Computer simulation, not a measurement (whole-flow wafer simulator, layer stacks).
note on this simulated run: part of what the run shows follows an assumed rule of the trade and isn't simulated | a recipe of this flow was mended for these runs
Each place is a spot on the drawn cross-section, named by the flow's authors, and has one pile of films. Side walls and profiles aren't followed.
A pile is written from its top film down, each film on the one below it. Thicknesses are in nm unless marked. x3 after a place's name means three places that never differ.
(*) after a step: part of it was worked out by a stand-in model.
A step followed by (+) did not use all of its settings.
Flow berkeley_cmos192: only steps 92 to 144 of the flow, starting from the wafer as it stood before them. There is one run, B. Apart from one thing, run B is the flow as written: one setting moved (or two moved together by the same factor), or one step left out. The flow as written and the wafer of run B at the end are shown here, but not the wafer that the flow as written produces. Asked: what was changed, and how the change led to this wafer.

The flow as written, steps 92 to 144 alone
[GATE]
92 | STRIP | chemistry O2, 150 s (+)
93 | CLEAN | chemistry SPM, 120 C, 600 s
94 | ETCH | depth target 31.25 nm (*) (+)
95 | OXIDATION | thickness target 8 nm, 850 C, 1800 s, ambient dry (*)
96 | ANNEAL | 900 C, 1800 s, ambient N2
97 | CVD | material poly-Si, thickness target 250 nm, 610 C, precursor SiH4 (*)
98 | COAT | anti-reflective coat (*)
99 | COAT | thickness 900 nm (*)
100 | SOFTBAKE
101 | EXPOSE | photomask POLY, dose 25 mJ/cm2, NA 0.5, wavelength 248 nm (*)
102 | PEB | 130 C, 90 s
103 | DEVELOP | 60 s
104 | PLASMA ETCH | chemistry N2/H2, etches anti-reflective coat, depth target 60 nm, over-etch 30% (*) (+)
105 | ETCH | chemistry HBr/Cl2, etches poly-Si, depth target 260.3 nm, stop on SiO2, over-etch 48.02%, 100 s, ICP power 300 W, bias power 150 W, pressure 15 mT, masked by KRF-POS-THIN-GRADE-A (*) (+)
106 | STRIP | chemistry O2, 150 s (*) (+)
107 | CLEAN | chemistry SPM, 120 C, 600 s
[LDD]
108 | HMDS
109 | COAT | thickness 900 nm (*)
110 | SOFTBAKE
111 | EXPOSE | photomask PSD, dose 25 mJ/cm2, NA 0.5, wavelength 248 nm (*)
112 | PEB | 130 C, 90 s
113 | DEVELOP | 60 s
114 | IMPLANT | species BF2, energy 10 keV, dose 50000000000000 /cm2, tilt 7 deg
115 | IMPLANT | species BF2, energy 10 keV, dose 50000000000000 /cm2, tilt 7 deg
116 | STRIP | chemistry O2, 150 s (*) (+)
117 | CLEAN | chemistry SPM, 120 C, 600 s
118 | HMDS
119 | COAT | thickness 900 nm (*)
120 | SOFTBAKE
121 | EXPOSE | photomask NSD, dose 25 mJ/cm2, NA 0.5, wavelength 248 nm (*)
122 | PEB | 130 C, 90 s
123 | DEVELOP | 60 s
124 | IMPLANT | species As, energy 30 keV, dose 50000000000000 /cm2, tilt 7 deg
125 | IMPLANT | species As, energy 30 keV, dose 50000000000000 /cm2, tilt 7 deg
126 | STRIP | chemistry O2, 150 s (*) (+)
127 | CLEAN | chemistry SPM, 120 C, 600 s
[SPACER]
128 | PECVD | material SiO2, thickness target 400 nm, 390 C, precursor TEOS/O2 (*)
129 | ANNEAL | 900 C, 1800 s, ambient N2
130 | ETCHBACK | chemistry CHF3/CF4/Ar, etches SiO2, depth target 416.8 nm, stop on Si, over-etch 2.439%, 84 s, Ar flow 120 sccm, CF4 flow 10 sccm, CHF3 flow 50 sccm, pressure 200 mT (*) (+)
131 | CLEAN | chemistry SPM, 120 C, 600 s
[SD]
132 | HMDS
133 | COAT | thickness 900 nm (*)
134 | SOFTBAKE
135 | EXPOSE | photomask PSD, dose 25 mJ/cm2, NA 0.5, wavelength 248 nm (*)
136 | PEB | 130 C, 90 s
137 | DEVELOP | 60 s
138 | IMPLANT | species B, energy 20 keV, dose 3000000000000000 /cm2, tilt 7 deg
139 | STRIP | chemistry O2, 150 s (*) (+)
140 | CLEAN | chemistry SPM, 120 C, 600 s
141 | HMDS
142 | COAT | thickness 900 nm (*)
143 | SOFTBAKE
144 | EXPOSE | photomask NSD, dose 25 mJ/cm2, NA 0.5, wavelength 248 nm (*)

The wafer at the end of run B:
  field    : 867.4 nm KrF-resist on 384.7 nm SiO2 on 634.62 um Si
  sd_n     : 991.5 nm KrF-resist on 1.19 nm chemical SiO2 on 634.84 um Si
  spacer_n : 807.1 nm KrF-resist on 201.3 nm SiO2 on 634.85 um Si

Cause: step 97, CVD: thickness target 220 nm was run, whereas the flow has thickness target 250 nm.

How this came from the change, step by step:
  97 | CVD | material poly-Si, thickness target 250 nm, 610 C, precursor SiH4 (*)
      field, sd_n, spacer_n and 6 more: poly-Si gains 220 (new film) (in the flow as written it would be: poly-Si gains 250 (new film))
  105 | ETCH | chemistry HBr/Cl2, etches poly-Si, depth target 260.3 nm, stop on SiO2, over-etch 48.02%, 100 s, ICP power 300 W, bias power 150 W, pressure 15 mT, masked by KRF-POS-THIN-GRADE-A (*) (+)
      spacer_n, spacer_p: poly-Si loses 216.2 (all of it), SiO2 loses 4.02 (in the flow as written it would be: poly-Si loses 246.2 (all of it), SiO2 loses 1.71)
      field: poly-Si loses 216.2 (all of it), SiO2 loses 4.02 (in the flow as written it would be: poly-Si loses 246.1 (all of it), SiO2 loses 1.71)
      (as well as at 4 more places)
  109 | COAT | thickness 900 nm (*)
      gate: KrF-resist gains 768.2 (new film) (in the flow as written it would be: KrF-resist gains 743.5 (new film))
      gate_p: KrF-resist gains 764.5 (new film) (in the flow as written it would be: KrF-resist gains 739.8 (new film))
  113 | DEVELOP | 60 s
      gate_p: KrF-resist loses 762.8 (all of it) (in the flow as written it would be: KrF-resist loses 738.2 (all of it))
  116 | STRIP | chemistry O2, 150 s (*) (+)
      gate: KrF-resist loses 751.6 (all of it), chemical SiO2 gains 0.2, poly-Si loses 0.09 (in the flow as written it would be: KrF-resist loses 727 (all of it), chemical SiO2 gains 0.2, poly-Si loses 0.09)
  119 | COAT | thickness 900 nm (*)
      gate: KrF-resist gains 767.4 (new film) (in the flow as written it would be: KrF-resist gains 743.4 (new film))
      gate_p: KrF-resist gains 763.6 (new film) (in the flow as written it would be: KrF-resist gains 739.7 (new film))
  123 | DEVELOP | 60 s
      gate: KrF-resist loses 765.7 (all of it) (in the flow as written it would be: KrF-resist loses 741.9 (all of it))
  126 | STRIP | chemistry O2, 150 s (*) (+)
      gate_p: KrF-resist loses 747.1 (all of it), chemical SiO2 gains 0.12, poly-Si loses 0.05 (in the flow as written it would be: KrF-resist loses 723.2 (all of it), chemical SiO2 gains 0.12, poly-Si loses 0.05)
  130 | ETCHBACK | chemistry CHF3/CF4/Ar, etches SiO2, depth target 416.8 nm, stop on Si, over-etch 2.439%, 84 s, Ar flow 120 sccm, CF4 flow 10 sccm, CHF3 flow 50 sccm, pressure 200 mT (*) (+)
      spacer_n, spacer_p: SiO2 loses 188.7 (in the flow as written it would be: SiO2 loses 161)
  133 | COAT | thickness 900 nm (*)
      spacer_n: KrF-resist gains 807 (new film) (in the flow as written it would be: KrF-resist gains 785.3 (new film))
      gate: KrF-resist gains 786 (new film) (in the flow as written it would be: KrF-resist gains 764.7 (new film))
      (as well as at 2 more places)
  137 | DEVELOP | 60 s
      spacer_p: KrF-resist loses 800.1 (all of it) (in the flow as written it would be: KrF-resist loses 778.4 (all of it))
      gate_p: KrF-resist loses 778.9 (all of it) (in the flow as written it would be: KrF-resist loses 757.7 (all of it))
  139 | STRIP | chemistry O2, 150 s (*) (+)
      spacer_n: KrF-resist loses 790.3 (all of it) (in the flow as written it would be: KrF-resist loses 768.7 (all of it))
      gate: KrF-resist loses 769.3 (all of it), chemical SiO2 gains 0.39, poly-Si loses 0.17 (in the flow as written it would be: KrF-resist loses 748.1 (all of it), chemical SiO2 gains 0.39, poly-Si loses 0.17)
  142 | COAT | thickness 900 nm (*)
      spacer_n: KrF-resist gains 807.1 (new film) (in the flow as written it would be: KrF-resist gains 785.4 (new film))
      gate: KrF-resist gains 785.8 (new film) (in the flow as written it would be: KrF-resist gains 764.6 (new film))
      (as well as at 2 more places)
